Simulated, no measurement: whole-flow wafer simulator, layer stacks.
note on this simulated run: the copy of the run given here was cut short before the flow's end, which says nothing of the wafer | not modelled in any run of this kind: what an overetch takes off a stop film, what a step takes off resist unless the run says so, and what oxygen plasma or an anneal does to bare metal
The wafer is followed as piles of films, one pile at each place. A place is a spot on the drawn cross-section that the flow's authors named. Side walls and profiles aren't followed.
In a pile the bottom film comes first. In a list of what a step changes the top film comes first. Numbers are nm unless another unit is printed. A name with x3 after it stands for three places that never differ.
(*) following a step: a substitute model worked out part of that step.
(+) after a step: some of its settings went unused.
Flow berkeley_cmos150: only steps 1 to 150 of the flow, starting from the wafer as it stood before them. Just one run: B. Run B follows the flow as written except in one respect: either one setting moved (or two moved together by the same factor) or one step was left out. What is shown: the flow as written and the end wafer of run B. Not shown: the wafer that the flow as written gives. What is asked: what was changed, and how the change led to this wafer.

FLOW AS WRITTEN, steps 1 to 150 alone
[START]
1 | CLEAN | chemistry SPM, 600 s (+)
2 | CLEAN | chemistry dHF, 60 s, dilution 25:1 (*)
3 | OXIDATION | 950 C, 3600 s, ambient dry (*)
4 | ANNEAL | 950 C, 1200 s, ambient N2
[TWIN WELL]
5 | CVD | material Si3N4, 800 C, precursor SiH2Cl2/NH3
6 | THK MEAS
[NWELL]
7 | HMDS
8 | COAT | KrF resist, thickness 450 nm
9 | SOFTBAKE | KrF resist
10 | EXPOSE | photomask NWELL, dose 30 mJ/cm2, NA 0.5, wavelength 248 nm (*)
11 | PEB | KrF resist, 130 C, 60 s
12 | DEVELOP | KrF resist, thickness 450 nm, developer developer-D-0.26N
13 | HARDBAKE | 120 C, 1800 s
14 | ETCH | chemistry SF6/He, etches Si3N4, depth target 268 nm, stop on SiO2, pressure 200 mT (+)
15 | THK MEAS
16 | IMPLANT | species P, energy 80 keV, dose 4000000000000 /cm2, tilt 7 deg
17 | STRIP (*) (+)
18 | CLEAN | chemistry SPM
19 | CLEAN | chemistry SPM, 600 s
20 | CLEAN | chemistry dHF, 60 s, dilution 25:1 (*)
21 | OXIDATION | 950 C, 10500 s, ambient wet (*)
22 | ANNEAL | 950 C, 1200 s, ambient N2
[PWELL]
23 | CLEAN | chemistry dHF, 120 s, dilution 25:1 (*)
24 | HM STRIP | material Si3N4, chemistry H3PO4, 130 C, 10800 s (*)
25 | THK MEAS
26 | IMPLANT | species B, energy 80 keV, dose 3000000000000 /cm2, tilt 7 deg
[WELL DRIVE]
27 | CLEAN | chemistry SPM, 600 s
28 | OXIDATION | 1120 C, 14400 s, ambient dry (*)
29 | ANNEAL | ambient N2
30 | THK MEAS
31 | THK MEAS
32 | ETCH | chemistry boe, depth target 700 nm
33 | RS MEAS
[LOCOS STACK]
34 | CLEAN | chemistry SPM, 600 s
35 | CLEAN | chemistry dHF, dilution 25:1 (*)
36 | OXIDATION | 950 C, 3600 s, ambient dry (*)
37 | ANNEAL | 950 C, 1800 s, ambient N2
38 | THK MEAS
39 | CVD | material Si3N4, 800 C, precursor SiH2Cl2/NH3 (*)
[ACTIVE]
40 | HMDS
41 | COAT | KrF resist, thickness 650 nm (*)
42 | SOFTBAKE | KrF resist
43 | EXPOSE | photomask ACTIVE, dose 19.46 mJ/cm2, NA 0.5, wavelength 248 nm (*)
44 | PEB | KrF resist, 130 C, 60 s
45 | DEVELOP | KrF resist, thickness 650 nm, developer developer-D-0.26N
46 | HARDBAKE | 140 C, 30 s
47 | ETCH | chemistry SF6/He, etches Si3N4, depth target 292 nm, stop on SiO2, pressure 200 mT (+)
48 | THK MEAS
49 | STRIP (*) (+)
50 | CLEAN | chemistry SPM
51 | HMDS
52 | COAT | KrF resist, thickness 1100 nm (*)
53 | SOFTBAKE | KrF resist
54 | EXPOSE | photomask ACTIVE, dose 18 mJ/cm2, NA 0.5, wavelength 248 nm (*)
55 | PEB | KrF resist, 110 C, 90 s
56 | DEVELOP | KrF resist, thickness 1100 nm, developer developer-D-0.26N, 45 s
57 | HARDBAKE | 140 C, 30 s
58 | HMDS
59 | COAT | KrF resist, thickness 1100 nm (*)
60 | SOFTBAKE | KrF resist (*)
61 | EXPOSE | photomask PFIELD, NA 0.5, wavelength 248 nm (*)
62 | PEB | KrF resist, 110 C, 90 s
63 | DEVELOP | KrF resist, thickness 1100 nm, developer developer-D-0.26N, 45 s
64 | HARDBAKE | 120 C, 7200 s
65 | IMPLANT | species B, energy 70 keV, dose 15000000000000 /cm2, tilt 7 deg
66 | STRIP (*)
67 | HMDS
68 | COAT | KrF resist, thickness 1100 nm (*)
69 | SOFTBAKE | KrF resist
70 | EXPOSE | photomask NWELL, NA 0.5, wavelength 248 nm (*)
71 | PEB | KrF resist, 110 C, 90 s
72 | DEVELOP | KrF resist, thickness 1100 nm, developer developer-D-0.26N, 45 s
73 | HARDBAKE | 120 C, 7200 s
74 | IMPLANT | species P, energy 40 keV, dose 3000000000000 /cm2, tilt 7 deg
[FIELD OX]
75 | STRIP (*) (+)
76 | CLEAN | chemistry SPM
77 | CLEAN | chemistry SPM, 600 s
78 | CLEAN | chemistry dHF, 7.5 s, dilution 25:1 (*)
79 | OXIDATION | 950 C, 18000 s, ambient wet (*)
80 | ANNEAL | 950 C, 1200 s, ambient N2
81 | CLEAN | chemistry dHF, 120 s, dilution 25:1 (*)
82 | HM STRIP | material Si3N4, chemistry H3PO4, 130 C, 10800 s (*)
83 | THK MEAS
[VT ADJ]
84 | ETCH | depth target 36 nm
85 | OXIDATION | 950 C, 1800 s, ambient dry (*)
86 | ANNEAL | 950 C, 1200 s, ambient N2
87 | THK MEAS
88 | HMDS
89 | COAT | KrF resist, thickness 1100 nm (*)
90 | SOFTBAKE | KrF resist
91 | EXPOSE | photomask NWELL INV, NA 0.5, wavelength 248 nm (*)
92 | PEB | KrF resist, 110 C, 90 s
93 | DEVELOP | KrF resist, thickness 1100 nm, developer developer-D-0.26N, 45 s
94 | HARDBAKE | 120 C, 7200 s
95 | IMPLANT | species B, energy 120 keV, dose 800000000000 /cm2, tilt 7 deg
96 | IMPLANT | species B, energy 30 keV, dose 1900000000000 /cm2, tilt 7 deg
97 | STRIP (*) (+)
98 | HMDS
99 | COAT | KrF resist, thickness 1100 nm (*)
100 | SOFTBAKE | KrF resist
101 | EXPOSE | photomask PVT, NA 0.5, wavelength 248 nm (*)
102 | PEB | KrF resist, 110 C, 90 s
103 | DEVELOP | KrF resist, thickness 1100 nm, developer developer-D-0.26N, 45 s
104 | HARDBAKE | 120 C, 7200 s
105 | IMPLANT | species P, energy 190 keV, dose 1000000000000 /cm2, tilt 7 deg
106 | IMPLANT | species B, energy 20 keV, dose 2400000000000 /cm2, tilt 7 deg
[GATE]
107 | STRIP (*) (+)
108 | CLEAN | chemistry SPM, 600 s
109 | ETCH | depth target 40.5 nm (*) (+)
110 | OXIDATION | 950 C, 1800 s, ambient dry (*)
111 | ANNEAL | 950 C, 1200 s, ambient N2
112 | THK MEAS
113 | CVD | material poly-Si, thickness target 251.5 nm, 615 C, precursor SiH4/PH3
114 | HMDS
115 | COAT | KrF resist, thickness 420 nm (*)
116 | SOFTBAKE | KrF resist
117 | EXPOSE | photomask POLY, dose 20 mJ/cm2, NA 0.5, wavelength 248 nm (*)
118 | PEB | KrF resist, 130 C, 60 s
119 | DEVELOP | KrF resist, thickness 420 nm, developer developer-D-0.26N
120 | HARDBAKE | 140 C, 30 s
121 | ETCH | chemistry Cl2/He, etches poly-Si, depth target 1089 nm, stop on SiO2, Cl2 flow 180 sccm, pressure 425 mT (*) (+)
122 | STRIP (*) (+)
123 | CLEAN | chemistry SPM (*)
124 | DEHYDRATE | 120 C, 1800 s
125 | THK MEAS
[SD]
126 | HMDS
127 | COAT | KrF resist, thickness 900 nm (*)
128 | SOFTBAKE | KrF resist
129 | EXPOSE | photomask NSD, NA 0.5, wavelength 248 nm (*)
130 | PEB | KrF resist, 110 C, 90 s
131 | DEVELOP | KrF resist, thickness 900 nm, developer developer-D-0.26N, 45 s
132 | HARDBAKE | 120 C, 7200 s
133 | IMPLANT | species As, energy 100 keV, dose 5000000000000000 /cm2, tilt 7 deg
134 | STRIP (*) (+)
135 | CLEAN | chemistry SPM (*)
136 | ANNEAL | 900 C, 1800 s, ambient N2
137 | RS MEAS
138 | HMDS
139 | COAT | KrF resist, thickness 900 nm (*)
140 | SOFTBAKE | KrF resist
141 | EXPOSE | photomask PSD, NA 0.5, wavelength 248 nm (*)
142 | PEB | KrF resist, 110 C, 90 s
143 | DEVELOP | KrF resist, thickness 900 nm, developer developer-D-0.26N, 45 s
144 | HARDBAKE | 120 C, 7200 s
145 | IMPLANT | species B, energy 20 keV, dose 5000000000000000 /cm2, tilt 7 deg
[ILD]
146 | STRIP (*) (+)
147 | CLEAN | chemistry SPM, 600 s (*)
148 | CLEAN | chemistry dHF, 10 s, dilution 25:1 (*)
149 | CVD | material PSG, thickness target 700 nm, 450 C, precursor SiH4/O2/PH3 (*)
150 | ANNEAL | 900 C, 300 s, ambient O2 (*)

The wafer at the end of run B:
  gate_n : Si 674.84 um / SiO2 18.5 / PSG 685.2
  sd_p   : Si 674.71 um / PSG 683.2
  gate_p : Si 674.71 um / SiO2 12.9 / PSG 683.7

Cause: step 113, CVD: material poly-Si, thickness target 251.5 nm, 615 C, precursor SiH4/PH3, was skipped.

The path from the change to this, step by step:
  115 | COAT | KrF resist, thickness 420 nm (*)
      field: KrF resist gains 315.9 (new film) (it would be, as written: KrF resist gains 334 (new film))
      field_p: KrF resist gains 403.8 (new film) (it would be, as written: KrF resist gains 413.4 (new film))
      (also at 2 further places)
  119 | DEVELOP | KrF resist, thickness 420 nm, developer developer-D-0.26N
      field: KrF resist loses 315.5 (all of it) (it would be, as written: KrF resist loses 333.5 (all of it))
      field_p: KrF resist loses 403.3 (all of it) (it would be, as written: KrF resist loses 412.9 (all of it))
      (also at 2 further places)
  121 | ETCH | chemistry Cl2/He, etches poly-Si, depth target 1089 nm, stop on SiO2, Cl2 flow 180 sccm, pressure 425 mT (*) (+)
      field, field_p, sd_n, sd_p, contact, m1: SiO2 loses 14 (it would be, as written: poly-Si loses 251.5 (all of it), SiO2 loses 3.19)
      gate_n, gate_p: KrF resist loses 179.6 (it would be, as written: KrF resist loses 220.6)
  122 | STRIP (*) (+)
      gate_n: KrF resist loses 204.9 (all of it) (it would be, as written: chemical SiO2 gains 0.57 (new film), KrF resist loses 169.8 (all of it), poly-Si loses 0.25)
      gate_p: KrF resist loses 240.6 (all of it) (it would be, as written: chemical SiO2 gains 0.57 (new film), KrF resist loses 206.4 (all of it), poly-Si loses 0.25)
  127 | COAT | KrF resist, thickness 900 nm (*)
      field: KrF resist gains 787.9 (new film) (it would be, as written: KrF resist gains 809.6 (new film))
      field_p: KrF resist gains 897.6 (new film) (it would be, as written: KrF resist gains 916.8 (new film))
      (also at 3 further places)
  130 | PEB | KrF resist, 110 C, 90 s
      gate_n: KrF resist loses 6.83 (it would be, as written: KrF resist loses 5.64)
      gate_p: KrF resist loses 7.33 (it would be, as written: KrF resist loses 6.13)
  131 | DEVELOP | KrF resist, thickness 900 nm, developer developer-D-0.26N, 45 s
      gate_n: KrF resist loses 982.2 (all of it) (it would be, as written: KrF resist loses 814.3 (all of it))
  132 | HARDBAKE | 120 C, 7200 s
      sd_p: KrF resist loses 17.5 (it would be, as written: KrF resist loses 18.1)
      gate_p: KrF resist loses 16.9 (it would be, as written: KrF resist loses 14)
  134 | STRIP (*) (+)
      gate_p: KrF resist loses 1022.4 (all of it) (it would be, as written: KrF resist loses 855.5 (all of it), chemical SiO2 gains 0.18)
      field: KrF resist loses 757 (all of it) (it would be, as written: KrF resist loses 778.1 (all of it))
      (also at 2 further places)
  139 | COAT | KrF resist, thickness 900 nm (*)
      field: KrF resist gains 787.9 (new film) (it would be, as written: KrF resist gains 809.6 (new film))
      field_p: KrF resist gains 897.6 (new film) (it would be, as written: KrF resist gains 916.8 (new film))
      (also at 3 further places)
  142 | PEB | KrF resist, 110 C, 90 s
      gate_n: KrF resist loses 6.83 (it would be, as written: KrF resist loses 5.64)
      gate_p: KrF resist loses 7.33 (it would be, as written: KrF resist loses 6.12)
  143 | DEVELOP | KrF resist, thickness 900 nm, developer developer-D-0.26N, 45 s
      sd_p: KrF resist loses 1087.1 (all of it) (it would be, as written: KrF resist loses 1125.1 (all of it))
      gate_p: KrF resist loses 1052.6 (all of it) (it would be, as written: KrF resist loses 882.7 (all of it))
  144 | HARDBAKE | 120 C, 7200 s
      gate_n: KrF resist loses 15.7 (it would be, as written: KrF resist loses 12.8)
  146 | STRIP (*) (+)
      gate_n: KrF resist loses 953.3 (all of it) (it would be, as written: KrF resist loses 788 (all of it), chemical SiO2 gains 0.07, poly-Si loses 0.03)
      field: KrF resist loses 757 (all of it) (it would be, as written: KrF resist loses 778.1 (all of it))
      (also at 1 further place)
  148 | CLEAN | chemistry dHF, 10 s, dilution 25:1 (*)
      gate_n: SiO2 loses 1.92 (it would be, as written: chemical SiO2 loses 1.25 (all of it))
      sd_p: SiO2 loses 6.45 (all of it) (it would be, as written: SiO2 loses 7.51)
      (also at 1 further place)
  149 | CVD | material PSG, thickness target 700 nm, 450 C, precursor SiH4/O2/PH3 (*)
      gate_n: PSG gains 685.2 (new film) (it would be, as written: PSG gains 700 (new film))
      sd_p: PSG gains 683.2 (new film) (it would be, as written: PSG gains 639.5 (new film))
      (also at 1 further place)
